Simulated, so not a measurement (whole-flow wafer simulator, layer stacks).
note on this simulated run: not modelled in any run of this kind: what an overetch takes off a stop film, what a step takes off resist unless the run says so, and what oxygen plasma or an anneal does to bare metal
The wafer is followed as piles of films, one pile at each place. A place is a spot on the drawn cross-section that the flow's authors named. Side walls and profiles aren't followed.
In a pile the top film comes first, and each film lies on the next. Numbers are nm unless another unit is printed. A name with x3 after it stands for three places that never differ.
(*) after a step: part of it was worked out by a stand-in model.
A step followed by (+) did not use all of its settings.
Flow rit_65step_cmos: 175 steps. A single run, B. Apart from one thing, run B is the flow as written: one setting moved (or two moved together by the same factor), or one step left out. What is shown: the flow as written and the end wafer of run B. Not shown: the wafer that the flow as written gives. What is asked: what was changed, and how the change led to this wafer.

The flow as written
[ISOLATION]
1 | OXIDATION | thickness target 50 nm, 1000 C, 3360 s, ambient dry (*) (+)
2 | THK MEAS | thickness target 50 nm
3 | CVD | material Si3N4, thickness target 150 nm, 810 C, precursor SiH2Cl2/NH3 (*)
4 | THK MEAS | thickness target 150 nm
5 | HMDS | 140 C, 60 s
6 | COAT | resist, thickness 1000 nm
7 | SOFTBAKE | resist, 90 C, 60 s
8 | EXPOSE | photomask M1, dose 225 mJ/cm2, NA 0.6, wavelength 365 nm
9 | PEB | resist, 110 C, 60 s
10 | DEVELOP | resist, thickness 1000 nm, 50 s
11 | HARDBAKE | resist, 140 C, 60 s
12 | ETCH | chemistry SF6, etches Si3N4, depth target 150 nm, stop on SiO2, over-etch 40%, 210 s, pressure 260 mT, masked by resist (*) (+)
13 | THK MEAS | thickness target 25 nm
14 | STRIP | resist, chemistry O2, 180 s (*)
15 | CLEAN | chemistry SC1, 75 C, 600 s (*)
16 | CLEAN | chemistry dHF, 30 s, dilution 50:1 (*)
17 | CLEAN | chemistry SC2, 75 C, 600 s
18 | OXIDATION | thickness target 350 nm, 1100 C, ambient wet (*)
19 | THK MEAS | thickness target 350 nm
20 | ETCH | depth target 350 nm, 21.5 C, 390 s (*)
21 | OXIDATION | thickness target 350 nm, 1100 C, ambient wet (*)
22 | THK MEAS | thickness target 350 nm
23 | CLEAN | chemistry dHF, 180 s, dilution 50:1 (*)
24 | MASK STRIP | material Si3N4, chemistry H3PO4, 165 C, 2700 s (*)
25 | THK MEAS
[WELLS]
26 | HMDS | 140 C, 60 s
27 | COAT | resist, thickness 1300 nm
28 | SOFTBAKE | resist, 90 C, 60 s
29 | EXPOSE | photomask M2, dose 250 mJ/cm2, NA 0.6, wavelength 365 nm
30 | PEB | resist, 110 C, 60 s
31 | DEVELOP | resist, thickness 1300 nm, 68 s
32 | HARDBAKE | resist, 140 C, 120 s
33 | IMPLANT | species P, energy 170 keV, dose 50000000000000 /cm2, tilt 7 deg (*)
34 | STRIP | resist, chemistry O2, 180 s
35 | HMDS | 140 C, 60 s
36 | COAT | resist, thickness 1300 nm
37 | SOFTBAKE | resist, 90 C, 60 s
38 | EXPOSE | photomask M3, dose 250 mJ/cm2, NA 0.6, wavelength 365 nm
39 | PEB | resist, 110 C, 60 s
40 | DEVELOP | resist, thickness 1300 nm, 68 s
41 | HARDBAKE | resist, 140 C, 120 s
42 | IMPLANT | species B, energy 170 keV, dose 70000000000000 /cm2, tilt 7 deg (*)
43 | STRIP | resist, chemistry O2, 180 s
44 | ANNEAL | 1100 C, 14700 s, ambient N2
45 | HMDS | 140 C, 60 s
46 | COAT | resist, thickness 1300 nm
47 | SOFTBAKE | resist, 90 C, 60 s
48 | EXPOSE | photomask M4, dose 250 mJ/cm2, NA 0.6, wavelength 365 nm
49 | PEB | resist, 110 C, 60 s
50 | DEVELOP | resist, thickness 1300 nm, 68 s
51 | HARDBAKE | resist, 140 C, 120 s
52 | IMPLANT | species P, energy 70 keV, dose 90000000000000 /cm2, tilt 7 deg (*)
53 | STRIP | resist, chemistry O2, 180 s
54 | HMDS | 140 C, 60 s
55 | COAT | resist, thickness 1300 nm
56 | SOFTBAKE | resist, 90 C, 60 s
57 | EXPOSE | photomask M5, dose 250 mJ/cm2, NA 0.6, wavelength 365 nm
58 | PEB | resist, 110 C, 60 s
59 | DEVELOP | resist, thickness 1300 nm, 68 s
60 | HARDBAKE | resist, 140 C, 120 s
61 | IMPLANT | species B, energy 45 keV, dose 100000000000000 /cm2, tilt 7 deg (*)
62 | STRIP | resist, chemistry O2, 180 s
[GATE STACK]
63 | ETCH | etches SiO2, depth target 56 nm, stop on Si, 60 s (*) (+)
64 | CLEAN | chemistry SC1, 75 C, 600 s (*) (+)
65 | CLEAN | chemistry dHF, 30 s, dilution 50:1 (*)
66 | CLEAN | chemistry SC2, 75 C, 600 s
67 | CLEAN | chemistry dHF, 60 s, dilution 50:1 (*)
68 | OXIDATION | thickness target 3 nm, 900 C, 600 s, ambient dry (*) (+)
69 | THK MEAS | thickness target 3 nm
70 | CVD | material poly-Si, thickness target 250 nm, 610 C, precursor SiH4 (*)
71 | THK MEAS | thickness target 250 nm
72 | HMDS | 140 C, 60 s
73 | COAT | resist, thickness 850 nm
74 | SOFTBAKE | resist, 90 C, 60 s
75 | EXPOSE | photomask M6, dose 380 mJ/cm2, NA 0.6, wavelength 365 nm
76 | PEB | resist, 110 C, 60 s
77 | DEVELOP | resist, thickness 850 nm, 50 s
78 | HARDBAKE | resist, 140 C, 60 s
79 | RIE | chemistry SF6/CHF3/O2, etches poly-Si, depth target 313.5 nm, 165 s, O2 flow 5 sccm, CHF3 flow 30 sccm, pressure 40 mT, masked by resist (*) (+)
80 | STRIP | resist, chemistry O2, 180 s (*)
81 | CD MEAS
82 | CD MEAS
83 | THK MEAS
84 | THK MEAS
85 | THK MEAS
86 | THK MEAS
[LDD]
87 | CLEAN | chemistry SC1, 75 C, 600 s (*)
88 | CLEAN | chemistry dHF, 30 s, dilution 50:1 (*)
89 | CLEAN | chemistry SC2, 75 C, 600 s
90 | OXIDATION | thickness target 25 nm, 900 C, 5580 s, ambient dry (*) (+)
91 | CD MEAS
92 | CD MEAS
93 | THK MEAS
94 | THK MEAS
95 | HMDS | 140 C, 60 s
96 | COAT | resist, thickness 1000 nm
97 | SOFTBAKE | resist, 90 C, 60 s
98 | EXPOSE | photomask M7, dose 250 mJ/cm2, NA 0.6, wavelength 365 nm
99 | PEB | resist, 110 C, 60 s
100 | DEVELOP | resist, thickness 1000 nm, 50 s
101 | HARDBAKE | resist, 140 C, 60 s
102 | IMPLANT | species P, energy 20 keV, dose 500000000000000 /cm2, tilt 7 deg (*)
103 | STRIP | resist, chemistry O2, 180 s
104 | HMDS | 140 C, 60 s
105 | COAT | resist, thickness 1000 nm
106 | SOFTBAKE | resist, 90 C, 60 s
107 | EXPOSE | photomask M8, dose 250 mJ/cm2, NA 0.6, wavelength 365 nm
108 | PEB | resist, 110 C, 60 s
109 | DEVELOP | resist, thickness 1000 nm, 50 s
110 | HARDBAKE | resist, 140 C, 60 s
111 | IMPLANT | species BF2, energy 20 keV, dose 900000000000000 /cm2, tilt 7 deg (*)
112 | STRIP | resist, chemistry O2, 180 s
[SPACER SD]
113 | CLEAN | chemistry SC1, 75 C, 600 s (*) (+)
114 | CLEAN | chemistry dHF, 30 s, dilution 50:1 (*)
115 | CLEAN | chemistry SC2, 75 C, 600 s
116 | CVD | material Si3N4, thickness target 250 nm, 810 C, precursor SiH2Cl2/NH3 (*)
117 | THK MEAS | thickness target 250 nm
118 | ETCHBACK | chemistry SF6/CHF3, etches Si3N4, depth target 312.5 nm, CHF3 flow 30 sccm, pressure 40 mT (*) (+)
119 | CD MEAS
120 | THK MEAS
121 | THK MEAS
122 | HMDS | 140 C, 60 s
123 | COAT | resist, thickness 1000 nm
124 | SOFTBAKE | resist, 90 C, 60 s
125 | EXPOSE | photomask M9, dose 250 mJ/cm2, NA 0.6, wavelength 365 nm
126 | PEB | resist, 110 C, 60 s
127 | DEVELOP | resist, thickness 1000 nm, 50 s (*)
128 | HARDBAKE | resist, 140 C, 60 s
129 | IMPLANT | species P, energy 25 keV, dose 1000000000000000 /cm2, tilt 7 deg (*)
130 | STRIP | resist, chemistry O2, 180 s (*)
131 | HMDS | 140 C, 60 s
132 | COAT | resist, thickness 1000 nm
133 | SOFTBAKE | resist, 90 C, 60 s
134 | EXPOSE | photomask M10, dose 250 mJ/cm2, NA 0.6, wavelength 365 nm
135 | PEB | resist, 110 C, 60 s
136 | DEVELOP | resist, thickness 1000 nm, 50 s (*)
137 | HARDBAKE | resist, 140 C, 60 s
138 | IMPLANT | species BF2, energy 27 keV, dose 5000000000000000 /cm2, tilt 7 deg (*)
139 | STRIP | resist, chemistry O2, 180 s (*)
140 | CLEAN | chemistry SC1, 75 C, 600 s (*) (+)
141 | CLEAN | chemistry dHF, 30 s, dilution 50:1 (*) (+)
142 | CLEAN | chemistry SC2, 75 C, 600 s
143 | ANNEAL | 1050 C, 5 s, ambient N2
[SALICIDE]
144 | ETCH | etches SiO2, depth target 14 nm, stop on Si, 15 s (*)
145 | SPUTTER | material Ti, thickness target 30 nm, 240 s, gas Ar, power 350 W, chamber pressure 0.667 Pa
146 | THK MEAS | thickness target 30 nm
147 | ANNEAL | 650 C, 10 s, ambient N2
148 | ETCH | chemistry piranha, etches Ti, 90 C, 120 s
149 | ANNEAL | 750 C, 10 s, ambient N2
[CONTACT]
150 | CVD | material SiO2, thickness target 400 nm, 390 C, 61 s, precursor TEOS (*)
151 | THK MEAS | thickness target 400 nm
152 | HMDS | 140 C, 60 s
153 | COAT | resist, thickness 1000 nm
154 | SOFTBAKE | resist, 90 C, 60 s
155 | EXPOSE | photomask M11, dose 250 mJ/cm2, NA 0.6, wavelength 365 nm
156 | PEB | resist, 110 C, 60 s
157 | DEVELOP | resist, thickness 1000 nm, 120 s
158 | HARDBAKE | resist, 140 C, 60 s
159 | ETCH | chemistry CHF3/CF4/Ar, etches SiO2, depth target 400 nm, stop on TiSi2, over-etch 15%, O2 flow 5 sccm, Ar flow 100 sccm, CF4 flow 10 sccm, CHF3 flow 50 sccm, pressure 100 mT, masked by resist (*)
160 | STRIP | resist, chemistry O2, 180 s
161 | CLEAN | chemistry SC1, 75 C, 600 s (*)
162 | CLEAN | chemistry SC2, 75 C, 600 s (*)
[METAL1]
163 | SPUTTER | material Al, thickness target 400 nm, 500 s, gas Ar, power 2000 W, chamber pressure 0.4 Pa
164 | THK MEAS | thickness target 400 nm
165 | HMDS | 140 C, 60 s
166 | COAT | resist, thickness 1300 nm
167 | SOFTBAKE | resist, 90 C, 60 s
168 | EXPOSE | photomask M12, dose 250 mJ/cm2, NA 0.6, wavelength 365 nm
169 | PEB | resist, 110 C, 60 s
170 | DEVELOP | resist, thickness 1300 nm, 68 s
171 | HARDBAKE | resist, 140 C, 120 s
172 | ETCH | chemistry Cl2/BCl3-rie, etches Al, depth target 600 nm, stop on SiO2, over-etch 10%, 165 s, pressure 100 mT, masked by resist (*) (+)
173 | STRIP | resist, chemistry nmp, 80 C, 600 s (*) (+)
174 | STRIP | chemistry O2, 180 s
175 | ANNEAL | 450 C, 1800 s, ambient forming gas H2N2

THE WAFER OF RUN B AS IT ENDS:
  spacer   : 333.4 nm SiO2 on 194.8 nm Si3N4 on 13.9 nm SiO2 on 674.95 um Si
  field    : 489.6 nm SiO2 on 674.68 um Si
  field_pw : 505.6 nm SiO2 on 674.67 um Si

The reason: step 163, SPUTTER: 200 s was run, whereas the flow has 500 s.

How this came from the change, step by step:
  163 | SPUTTER | material Al, thickness target 400 nm, 500 s, gas Ar, power 2000 W, chamber pressure 0.4 Pa
      field, field_p, spacer, spacer_p: Al gains 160 (new film) (it would be, as written: Al gains 400 (new film))
      gate_n, gate_p: Al gains 160 (new film) (it would be, as written: Al gains 396 (new film))
      (and at 2 other places as well)
  172 | ETCH | chemistry Cl2/BCl3-rie, etches Al, depth target 600 nm, stop on SiO2, over-etch 10%, 165 s, pressure 100 mT, masked by resist (*) (+)
      field, field_p, spacer, spacer_p: Al loses 160 (all of it), SiO2 loses 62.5 (it would be, as written: Al loses 400 (all of it), SiO2 loses 32.5)
      gate_n, gate_p: Al loses 160 (all of it), SiO2 loses 62.5 (it would be, as written: Al loses 396 (all of it), SiO2 loses 33)
      (and at 2 other places as well)
